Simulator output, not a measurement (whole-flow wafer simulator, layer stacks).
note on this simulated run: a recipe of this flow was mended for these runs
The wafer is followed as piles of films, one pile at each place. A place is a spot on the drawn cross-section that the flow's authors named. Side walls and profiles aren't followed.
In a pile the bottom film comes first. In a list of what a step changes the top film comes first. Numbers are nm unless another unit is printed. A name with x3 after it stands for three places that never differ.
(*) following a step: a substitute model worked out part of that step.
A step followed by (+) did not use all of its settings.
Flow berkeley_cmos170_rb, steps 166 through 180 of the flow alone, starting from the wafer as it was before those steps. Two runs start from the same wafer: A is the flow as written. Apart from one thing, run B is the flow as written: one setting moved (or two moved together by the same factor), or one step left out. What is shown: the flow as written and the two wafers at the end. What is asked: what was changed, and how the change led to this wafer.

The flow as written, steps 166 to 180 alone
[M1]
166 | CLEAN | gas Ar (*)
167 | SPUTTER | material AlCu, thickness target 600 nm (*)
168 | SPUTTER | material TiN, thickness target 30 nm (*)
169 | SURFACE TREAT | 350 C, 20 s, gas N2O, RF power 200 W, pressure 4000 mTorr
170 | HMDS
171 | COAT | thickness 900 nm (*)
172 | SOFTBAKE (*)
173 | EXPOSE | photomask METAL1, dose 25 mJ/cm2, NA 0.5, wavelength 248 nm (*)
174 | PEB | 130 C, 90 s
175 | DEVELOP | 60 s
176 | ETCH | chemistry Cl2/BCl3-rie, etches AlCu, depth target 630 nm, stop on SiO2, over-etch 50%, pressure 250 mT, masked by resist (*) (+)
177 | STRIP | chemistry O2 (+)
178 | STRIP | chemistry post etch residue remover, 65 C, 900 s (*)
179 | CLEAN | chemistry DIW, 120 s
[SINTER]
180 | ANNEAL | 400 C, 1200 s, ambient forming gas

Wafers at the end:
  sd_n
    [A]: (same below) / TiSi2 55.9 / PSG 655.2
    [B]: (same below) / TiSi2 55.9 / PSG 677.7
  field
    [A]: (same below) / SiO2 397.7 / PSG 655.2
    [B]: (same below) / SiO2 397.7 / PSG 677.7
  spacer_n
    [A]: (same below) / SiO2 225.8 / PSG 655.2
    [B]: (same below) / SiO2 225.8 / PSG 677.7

Cause: step 167, SPUTTER: thickness target 780 nm was run, whereas the flow has thickness target 600 nm.

How this came from the change, step by step:
  167 | SPUTTER | material AlCu, thickness target 600 nm (*)
      field, sd_n, spacer_n, gate, spacer_p, gate_p, m1: A AlCu gains 600 (new film) | B AlCu gains 780 (new film)
      sd_p: A AlCu gains 549.6 (new film) | B AlCu gains 723.7 (new film)
      (as well as at 1 more place)
  168 | SPUTTER | material TiN, thickness target 30 nm (*)
      contact: A TiN gains 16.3 (new film) | B TiN gains 14.5 (new film)
  171 | COAT | thickness 900 nm (*)
      contact: A KrF-resist gains 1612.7 (new film) | B KrF-resist gains 1677.7 (new film)
  176 | ETCH | chemistry Cl2/BCl3-rie, etches AlCu, depth target 630 nm, stop on SiO2, over-etch 50%, pressure 250 mT, masked by resist (*) (+)
      field, sd_n, spacer_n, gate, spacer_p, gate_p: A TiN loses 30 (all of it), AlCu loses 600 (all of it), PSG loses 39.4 | B TiN loses 30 (all of it), AlCu loses 780 (all of it), PSG loses 16.9
      sd_p: A TiN loses 25.8 (all of it), AlCu loses 549.6 (all of it), PSG loses 46.2 | B TiN loses 25.8 (all of it), AlCu loses 723.7 (all of it), PSG loses 24.4
  177 | STRIP | chemistry O2 (+)
      contact: A KrF-resist loses 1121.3 (all of it) | B KrF-resist loses 1186 (all of it)
